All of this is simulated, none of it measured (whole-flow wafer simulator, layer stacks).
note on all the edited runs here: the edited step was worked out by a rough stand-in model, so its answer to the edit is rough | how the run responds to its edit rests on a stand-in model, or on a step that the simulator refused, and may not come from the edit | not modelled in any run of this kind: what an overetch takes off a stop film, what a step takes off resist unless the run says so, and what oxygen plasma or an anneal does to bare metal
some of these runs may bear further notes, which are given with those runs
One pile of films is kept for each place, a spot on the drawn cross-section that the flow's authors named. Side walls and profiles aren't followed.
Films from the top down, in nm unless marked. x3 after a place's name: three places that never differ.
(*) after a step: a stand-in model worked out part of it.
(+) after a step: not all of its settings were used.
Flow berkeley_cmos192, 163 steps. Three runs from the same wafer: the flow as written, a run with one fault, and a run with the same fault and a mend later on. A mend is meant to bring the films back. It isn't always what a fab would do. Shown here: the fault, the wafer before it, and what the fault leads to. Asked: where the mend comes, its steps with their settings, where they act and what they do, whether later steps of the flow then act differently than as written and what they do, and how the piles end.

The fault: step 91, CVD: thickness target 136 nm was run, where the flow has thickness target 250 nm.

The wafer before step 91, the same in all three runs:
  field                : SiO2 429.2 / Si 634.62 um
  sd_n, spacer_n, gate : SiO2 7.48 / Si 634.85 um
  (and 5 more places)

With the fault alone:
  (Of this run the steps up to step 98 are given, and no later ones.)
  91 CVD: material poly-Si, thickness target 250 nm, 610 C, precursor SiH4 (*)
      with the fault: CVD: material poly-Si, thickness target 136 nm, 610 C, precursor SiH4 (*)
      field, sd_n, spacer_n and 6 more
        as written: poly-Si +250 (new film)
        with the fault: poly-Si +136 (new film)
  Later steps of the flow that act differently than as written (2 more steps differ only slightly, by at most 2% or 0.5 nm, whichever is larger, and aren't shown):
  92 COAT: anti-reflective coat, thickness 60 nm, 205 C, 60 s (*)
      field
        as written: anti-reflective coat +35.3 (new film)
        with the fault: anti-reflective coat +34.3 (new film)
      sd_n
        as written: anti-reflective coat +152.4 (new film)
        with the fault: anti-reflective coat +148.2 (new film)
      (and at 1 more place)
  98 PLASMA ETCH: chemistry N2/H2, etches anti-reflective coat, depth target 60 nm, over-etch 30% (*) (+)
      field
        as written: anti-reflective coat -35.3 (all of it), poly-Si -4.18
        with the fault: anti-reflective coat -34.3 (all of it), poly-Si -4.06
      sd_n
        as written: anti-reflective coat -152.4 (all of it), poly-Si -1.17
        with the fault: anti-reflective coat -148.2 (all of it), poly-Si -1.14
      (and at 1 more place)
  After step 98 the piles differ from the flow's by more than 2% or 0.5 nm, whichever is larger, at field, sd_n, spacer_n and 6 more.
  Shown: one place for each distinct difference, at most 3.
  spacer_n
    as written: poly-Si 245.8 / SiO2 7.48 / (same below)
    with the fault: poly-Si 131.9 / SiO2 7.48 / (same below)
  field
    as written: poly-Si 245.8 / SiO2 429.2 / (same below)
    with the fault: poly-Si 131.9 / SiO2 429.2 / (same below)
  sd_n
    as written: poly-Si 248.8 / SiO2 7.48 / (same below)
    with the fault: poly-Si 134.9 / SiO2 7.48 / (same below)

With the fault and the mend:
  The mend comes after step 91.
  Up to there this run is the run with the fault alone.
  91a ETCH: chemistry tmah, depth target 156.4 nm
      field, sd_n, spacer_n and 6 more
        poly-Si -136 (all of it)
  91b CLEAN: chemistry SPM (*) (the flow's step 87 once more)
      changes no film at any place that is followed
  91c CVD: material poly-Si, thickness target 250 nm, 610 C, precursor SiH4 (*) (the flow's step 91 once more)
      field, sd_n, spacer_n and 6 more
        poly-Si +250 (new film)
  No later step of the flow acts differently than as written, at any place that is followed, by more than 2% or 0.5 nm, whichever is larger.
  At the end the piles are the same as the flow's at every place that both follow.
